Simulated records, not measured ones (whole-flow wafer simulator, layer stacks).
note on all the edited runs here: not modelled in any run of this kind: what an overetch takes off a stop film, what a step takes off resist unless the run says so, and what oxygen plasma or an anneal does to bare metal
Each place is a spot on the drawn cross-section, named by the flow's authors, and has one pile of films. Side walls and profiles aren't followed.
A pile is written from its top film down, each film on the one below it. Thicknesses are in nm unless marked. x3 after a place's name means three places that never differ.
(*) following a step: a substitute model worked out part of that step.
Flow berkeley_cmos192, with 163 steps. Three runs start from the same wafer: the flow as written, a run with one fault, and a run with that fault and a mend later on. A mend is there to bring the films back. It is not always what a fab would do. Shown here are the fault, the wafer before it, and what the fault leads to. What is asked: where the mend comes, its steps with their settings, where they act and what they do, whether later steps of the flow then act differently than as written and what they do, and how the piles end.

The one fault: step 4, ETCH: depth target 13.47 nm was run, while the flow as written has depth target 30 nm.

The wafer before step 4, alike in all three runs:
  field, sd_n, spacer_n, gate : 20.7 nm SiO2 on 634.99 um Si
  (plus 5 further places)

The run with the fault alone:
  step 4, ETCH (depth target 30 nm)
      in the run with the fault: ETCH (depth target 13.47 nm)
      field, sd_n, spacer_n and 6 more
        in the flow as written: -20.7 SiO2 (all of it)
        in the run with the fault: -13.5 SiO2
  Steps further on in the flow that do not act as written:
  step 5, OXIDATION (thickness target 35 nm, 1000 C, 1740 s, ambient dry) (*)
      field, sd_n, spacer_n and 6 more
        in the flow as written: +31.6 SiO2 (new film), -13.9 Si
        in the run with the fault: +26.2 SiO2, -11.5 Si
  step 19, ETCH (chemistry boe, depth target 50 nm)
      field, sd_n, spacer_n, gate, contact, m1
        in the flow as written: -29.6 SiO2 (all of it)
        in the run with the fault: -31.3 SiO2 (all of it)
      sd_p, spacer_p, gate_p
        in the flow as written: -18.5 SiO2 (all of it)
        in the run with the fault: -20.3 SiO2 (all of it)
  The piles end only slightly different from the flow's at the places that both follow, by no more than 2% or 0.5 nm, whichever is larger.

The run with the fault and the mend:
  The mend follows step 4.
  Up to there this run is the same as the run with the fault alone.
  step 4a, ETCH (depth target 16.53 nm) (the flow's step 4 again, with other settings)
      field, sd_n, spacer_n and 6 more
        -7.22 SiO2 (all of it)
  Later steps of the flow that are run all act as written at every place that is followed.
  The piles end the same as the flow's at every place that both follow.
